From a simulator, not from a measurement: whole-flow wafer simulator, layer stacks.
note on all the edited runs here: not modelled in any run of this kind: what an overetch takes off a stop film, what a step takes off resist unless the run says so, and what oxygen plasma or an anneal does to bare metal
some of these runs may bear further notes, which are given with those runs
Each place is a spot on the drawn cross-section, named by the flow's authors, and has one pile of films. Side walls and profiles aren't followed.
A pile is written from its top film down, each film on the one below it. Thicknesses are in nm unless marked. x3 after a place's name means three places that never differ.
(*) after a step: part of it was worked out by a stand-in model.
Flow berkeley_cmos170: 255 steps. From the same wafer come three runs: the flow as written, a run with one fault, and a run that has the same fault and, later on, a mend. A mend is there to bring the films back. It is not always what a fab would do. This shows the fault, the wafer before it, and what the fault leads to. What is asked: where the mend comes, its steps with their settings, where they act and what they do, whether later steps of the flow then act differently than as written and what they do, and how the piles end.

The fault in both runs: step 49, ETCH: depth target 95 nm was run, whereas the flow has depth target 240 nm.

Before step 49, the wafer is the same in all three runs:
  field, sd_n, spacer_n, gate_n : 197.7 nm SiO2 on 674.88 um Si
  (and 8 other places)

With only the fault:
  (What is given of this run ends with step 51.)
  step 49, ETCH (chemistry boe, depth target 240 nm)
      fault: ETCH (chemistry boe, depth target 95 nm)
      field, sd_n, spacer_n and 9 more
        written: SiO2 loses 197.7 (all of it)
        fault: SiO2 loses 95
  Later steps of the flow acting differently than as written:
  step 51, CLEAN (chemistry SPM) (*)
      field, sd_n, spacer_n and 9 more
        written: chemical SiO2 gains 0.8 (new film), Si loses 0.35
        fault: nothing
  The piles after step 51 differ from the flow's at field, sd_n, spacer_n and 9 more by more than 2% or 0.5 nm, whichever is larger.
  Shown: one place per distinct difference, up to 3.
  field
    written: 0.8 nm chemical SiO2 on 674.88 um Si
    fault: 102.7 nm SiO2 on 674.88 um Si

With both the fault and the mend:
  The mend follows step 50.
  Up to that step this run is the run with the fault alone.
  step 50a, ETCH (chemistry boe, depth target 145 nm) (a further turn of the flow's step 49, with different settings)
      field, sd_n, spacer_n and 9 more
        SiO2 loses 102.7 (all of it)
  Later steps of the flow that are run all act as written at every place that is followed.
  At every place that both follow, the piles at the end match the flow's.
